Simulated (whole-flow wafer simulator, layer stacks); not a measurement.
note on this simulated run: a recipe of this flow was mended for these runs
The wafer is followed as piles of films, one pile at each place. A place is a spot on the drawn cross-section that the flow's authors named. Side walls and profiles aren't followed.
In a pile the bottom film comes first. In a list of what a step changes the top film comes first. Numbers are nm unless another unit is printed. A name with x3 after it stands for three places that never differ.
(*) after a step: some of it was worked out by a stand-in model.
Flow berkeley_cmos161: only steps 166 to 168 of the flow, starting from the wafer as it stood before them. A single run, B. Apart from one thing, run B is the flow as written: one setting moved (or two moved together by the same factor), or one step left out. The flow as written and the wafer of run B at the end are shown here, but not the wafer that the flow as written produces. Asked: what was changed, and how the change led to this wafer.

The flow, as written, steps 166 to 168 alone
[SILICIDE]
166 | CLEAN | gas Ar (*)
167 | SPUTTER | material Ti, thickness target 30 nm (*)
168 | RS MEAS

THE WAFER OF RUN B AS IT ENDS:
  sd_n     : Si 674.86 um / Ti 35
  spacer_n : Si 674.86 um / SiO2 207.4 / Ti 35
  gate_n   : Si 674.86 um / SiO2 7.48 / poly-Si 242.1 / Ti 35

Cause: step 167, SPUTTER: thickness target 35 nm was run, whereas the flow has thickness target 30 nm.
The wafer lets one read it off: sd_n has Ti 35, and step 167 as written asks for 30 nm.

How this came from the change, step by step:
  167 | SPUTTER | material Ti, thickness target 30 nm (*)
      field, sd_n, spacer_n, gate_n, sd_p, spacer_p, gate_p, contact x2: +35 Ti (new film) (in the flow as written it would be: +30 Ti (new film))
